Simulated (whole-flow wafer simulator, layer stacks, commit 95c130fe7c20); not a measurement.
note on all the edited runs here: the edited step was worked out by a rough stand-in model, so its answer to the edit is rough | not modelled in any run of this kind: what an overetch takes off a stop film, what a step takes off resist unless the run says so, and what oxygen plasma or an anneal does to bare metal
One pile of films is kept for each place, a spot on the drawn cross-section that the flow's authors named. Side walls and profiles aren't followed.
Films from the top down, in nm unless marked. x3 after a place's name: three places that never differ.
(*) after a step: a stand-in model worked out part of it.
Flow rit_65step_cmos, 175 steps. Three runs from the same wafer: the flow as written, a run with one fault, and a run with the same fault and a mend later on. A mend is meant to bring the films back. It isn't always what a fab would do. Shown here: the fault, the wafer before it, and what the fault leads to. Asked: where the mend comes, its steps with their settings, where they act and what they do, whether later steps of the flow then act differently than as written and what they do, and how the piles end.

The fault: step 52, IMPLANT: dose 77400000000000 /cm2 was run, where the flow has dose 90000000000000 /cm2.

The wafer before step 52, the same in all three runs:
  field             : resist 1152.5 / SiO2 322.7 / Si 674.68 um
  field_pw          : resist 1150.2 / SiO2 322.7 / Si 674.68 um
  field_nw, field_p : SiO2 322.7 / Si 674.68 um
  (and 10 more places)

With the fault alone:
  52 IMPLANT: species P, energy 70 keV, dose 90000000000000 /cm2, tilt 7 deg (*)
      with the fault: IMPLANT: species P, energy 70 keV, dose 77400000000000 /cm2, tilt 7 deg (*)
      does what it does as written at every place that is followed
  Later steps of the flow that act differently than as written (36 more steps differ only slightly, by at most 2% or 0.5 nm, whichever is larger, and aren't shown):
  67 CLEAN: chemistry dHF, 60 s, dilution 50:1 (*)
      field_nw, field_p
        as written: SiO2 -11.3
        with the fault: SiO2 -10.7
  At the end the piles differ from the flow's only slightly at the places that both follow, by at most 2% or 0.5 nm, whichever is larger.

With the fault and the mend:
  The mend comes after step 52.
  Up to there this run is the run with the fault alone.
  52a IMPLANT: species P, energy 70 keV, dose 12600000000000 /cm2, tilt 7 deg (*) (the flow's step 52 once more, with other settings)
      changes no film at any place that is followed
  No later step of the flow acts differently than as written at any place that is followed.
  At the end the piles are the same as the flow's at every place that both follow.
